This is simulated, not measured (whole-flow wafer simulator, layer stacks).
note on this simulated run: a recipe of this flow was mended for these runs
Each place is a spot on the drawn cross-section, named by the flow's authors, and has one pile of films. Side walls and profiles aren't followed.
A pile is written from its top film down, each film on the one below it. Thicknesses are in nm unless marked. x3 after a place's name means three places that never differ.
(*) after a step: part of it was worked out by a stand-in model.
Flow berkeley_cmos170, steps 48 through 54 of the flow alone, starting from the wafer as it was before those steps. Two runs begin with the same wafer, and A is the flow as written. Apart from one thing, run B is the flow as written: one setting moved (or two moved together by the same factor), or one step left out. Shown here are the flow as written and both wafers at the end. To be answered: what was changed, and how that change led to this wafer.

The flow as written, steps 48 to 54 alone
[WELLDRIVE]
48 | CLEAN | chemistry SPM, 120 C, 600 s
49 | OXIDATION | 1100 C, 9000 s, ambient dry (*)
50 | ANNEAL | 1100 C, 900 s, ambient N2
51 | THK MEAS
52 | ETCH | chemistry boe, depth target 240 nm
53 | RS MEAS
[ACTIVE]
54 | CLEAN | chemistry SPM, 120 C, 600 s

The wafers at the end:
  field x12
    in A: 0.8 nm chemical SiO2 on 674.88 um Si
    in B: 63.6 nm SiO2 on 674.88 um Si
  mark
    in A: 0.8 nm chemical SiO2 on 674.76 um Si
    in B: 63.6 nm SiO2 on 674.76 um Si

What caused this: step 52, ETCH: depth target 134 nm was run, though the flow has depth target 240 nm.

How this came from the change, step by step:
  52 | ETCH | chemistry boe, depth target 240 nm
      field x12, mark: A -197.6 SiO2 (all of it) | B -134 SiO2
  54 | CLEAN | chemistry SPM, 120 C, 600 s
      field x12, mark: A +0.8 chemical SiO2 (new film), -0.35 Si | B nothing
